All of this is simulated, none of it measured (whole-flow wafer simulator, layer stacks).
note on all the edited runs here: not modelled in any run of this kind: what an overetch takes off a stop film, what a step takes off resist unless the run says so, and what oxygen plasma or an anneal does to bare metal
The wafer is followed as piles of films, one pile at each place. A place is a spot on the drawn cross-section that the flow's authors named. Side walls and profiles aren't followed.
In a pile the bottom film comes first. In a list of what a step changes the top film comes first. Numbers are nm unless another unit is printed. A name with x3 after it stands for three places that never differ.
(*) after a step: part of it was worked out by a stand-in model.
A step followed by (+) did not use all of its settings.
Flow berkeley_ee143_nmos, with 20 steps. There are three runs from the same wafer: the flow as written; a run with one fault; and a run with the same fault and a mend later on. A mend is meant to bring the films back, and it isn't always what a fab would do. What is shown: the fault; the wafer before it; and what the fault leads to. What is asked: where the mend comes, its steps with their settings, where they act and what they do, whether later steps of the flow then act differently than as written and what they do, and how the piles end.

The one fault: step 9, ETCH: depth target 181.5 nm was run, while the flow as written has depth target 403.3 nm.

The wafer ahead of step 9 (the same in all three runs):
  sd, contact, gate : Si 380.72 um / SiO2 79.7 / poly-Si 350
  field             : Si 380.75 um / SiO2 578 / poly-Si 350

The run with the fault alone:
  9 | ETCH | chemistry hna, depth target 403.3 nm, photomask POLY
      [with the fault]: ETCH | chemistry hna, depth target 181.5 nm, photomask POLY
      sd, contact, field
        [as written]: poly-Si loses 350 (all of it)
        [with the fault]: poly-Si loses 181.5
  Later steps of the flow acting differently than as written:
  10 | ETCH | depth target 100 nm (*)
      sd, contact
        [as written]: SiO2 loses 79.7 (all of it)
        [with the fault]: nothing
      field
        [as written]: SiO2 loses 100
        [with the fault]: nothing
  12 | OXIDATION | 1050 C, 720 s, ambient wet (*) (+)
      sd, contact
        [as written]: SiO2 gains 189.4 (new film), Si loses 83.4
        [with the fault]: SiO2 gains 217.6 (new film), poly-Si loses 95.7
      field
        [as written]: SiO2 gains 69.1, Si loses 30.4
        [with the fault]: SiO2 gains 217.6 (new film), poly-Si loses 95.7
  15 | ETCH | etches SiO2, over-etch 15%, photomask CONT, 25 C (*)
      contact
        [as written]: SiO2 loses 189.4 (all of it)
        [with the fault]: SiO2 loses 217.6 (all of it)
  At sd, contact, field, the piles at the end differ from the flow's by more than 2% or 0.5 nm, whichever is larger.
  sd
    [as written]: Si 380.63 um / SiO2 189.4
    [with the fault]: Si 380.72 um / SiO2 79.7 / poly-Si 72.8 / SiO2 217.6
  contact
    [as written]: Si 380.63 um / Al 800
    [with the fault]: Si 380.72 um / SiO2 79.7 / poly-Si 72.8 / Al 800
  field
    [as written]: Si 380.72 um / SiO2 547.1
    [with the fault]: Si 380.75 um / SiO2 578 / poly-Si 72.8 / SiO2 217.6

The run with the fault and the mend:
  The mend follows step 9.
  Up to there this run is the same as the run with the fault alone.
  9a | ETCH | chemistry hna, depth target 221.8 nm, photomask POLY (a further turn of the flow's step 9, with different settings)
      sd, contact, field
        poly-Si loses 168.5 (all of it)
  None of the later steps of the flow acts differently than as written at any place that is followed.
  By the end, the piles equal the flow's at every place that both follow.
